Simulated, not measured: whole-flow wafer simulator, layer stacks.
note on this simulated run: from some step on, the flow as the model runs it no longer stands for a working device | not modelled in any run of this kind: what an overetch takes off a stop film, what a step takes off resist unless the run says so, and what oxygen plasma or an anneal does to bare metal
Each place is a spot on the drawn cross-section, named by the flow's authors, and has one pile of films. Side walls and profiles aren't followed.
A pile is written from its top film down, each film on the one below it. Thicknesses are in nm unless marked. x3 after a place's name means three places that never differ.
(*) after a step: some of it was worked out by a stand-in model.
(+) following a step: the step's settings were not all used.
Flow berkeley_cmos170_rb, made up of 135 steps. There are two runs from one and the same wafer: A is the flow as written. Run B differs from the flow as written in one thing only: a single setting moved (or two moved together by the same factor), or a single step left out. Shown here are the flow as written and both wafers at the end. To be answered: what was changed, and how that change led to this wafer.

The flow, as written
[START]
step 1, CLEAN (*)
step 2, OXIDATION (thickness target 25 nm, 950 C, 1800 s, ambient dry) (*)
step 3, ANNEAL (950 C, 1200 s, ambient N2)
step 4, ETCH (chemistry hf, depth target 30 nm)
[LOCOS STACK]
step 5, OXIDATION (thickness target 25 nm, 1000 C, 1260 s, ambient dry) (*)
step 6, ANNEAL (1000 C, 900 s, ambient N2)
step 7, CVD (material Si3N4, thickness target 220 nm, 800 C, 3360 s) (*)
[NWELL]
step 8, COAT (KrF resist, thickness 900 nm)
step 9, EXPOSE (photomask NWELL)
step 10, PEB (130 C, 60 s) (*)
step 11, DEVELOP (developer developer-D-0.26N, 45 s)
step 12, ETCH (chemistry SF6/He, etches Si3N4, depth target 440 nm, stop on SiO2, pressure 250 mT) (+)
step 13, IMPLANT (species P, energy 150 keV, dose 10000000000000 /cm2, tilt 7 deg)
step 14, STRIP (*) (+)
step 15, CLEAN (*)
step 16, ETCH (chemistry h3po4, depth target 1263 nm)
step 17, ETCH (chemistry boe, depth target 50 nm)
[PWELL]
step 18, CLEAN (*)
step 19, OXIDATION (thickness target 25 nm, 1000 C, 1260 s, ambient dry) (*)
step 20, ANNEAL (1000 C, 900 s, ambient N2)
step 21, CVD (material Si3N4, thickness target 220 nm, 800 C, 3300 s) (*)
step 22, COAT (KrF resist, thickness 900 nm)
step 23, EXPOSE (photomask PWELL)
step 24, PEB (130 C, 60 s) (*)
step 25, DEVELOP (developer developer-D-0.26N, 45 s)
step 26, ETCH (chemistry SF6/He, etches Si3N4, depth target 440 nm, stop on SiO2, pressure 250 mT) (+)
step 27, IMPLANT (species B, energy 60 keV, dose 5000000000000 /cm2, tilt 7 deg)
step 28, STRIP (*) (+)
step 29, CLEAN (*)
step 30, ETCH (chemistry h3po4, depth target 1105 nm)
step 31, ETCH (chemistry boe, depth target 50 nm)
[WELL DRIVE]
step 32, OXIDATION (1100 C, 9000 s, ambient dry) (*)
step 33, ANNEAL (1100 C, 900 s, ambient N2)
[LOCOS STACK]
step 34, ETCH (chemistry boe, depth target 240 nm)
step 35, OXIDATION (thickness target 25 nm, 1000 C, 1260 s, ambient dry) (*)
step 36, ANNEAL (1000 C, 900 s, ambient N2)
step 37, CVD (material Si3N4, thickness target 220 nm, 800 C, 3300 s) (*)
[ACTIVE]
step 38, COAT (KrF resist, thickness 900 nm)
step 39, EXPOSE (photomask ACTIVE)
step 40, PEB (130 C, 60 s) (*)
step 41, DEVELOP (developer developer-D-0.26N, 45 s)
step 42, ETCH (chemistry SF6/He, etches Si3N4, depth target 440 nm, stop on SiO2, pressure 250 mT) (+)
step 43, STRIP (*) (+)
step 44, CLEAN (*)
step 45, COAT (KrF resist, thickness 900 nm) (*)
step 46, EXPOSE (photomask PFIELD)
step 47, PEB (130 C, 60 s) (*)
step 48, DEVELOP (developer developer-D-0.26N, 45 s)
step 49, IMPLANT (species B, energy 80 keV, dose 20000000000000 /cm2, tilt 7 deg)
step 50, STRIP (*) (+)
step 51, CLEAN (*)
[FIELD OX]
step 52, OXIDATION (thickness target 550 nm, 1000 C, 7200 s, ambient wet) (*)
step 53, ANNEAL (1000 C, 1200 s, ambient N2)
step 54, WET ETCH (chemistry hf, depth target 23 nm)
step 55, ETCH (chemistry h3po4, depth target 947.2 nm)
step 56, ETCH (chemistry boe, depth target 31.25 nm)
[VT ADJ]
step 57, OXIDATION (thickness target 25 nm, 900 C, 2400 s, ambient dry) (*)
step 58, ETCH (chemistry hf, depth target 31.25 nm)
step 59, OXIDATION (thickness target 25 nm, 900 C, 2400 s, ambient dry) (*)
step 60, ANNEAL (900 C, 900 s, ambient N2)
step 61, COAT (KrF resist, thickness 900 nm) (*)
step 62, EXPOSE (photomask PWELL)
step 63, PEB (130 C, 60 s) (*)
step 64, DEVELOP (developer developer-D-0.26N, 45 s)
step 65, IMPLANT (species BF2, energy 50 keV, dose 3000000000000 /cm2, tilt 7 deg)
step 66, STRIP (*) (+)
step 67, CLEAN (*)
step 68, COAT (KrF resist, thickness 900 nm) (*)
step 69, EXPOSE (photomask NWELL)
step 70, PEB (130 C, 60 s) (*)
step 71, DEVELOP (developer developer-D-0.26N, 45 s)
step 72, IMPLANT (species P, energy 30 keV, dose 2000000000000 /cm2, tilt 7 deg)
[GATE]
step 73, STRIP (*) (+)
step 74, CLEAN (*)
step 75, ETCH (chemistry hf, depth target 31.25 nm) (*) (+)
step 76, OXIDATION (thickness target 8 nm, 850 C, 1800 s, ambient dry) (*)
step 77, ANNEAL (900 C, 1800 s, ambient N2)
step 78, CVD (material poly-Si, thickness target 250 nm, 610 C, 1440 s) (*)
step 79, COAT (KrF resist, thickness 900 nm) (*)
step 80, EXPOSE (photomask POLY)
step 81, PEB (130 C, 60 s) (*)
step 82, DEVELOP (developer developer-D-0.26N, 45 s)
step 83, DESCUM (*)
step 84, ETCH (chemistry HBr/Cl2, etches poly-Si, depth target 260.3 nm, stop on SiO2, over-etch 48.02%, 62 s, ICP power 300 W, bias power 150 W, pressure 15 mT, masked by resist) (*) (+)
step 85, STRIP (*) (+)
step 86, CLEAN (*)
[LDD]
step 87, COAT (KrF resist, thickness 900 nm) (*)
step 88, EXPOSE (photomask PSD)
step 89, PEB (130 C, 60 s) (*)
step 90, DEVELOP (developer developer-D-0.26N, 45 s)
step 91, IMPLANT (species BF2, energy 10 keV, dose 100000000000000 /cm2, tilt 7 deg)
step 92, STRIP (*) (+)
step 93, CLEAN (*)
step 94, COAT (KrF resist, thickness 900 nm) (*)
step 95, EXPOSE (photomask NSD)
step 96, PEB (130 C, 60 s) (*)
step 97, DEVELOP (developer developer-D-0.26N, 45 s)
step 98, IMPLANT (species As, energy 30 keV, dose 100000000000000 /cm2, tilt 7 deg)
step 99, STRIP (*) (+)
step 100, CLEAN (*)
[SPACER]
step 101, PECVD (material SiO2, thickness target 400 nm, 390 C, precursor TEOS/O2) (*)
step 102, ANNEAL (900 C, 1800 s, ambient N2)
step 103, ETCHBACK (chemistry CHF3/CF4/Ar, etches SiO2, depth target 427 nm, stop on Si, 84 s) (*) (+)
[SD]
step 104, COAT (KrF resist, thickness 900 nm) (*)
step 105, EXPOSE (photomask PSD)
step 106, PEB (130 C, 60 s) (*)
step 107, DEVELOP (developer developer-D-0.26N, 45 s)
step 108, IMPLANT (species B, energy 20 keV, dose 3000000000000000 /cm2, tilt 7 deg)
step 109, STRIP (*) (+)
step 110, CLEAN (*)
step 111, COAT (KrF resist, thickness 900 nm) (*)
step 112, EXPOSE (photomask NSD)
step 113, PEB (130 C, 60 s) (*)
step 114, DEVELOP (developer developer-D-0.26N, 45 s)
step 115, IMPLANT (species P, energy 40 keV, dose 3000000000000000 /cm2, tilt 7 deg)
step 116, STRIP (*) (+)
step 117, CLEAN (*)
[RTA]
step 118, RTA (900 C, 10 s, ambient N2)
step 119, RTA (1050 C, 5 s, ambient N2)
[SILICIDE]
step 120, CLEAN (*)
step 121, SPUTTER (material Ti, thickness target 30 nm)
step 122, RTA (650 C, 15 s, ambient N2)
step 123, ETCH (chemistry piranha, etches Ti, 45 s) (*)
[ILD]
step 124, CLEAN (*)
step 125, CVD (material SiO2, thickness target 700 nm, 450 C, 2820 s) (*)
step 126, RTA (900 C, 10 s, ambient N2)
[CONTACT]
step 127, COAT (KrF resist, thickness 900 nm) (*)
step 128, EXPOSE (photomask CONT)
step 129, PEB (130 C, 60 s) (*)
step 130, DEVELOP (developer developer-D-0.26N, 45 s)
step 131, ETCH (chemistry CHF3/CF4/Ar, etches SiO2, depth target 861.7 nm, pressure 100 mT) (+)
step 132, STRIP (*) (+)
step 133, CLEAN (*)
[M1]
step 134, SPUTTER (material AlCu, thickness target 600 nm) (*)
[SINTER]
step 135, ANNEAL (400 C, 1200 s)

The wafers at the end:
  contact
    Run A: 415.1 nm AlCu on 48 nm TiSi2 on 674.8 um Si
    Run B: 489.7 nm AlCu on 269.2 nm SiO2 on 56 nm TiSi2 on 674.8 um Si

The reason: step 131, ETCH: depth target 430.8 nm was run, though the flow has depth target 861.7 nm.

The path from the change to this, step by step:
  step 131, ETCH (chemistry CHF3/CF4/Ar, etches SiO2, depth target 861.7 nm, pressure 100 mT) (+)
      contact: A -700 SiO2 (all of it), -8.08 TiSi2 | B -430.8 SiO2
      field, sd_n, spacer_n, gate, sd_p, spacer_p, gate_p, m1: A -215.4 KrF resist | B -107.7 KrF resist
  step 132, STRIP (*) (+)
      field: A -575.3 KrF resist (all of it) | B -683 KrF resist (all of it)
      sd_n: A -780.4 KrF resist (all of it) | B -888.1 KrF resist (all of it)
      (also at 6 further places)
  step 134, SPUTTER (material AlCu, thickness target 600 nm) (*)
      contact: A +415.1 AlCu (new film) | B +489.7 AlCu (new film)
